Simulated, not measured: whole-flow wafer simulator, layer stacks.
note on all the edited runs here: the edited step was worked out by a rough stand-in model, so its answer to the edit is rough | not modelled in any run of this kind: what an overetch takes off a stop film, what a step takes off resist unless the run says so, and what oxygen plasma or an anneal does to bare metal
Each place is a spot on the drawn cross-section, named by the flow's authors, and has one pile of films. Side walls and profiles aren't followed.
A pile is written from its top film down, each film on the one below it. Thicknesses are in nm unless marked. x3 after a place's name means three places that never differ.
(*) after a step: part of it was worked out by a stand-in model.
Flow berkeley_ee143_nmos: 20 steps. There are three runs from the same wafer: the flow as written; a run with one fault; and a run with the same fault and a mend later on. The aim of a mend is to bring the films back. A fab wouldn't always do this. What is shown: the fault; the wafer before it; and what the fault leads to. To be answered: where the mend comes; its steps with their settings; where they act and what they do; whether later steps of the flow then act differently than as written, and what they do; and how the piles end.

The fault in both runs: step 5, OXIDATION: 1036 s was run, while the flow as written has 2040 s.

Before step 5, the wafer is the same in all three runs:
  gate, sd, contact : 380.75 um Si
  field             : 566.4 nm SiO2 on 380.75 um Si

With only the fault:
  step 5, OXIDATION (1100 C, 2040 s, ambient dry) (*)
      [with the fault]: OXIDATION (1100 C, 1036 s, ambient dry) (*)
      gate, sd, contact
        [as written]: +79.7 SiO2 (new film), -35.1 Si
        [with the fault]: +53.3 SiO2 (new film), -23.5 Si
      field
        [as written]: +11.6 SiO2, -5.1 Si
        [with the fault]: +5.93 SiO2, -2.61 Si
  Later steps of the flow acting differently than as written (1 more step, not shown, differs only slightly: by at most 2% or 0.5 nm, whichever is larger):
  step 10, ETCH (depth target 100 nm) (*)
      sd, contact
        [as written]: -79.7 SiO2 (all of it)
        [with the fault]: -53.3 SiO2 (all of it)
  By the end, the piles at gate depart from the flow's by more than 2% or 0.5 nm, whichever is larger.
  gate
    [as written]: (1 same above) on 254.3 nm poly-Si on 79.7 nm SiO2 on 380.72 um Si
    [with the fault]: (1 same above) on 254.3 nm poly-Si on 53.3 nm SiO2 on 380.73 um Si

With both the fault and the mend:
  The mend stands after step 5.
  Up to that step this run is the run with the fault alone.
  step 5a, OXIDATION (1100 C, 1004 s, ambient dry) (*) (the flow's step 5, run once more with other settings)
      gate, sd, contact
        +26.4 SiO2, -11.6 Si
      field
        +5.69 SiO2, -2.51 Si
  Later steps of the flow that are run all act as written at every place that is followed, up to a difference of at most 2% or 0.5 nm, whichever is larger.
  The piles end only slightly different from the flow's at the places that both follow, by no more than 2% or 0.5 nm, whichever is larger.
